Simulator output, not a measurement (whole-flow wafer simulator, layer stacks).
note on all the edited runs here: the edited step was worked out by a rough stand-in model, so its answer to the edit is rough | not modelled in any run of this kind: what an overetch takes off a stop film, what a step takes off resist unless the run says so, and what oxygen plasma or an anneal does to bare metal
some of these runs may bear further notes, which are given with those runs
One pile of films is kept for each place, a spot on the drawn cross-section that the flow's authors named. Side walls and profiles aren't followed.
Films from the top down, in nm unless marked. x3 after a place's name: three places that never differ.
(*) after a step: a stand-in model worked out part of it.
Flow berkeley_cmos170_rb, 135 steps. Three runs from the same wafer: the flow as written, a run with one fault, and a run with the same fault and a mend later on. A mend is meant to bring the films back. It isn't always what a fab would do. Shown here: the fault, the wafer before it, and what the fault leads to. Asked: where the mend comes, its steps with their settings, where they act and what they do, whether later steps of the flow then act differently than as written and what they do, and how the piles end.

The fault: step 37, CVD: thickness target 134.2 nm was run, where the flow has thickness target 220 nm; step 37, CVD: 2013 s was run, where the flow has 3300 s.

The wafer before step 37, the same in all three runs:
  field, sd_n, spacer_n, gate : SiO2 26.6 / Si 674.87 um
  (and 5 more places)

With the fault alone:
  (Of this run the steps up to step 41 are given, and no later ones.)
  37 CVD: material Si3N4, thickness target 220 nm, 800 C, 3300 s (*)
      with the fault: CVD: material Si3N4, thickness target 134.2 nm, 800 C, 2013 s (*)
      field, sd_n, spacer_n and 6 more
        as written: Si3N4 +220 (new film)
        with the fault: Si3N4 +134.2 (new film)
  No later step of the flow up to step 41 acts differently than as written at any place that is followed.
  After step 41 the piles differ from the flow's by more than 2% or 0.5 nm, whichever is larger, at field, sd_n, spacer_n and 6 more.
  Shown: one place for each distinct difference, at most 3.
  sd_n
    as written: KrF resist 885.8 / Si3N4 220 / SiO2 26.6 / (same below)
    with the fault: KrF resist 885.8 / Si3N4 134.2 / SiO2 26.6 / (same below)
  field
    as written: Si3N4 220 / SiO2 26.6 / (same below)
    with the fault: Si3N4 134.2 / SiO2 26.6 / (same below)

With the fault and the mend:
  The mend comes after step 37.
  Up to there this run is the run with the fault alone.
  37a CVD: material Si3N4, thickness target 85.8 nm, 800 C, 1287 s (*) (the flow's step 37 once more, with other settings)
      field, sd_n, spacer_n and 6 more
        Si3N4 +85.8
  No later step of the flow acts differently than as written at any place that is followed.
  At the end the piles are the same as the flow's at every place that both follow.
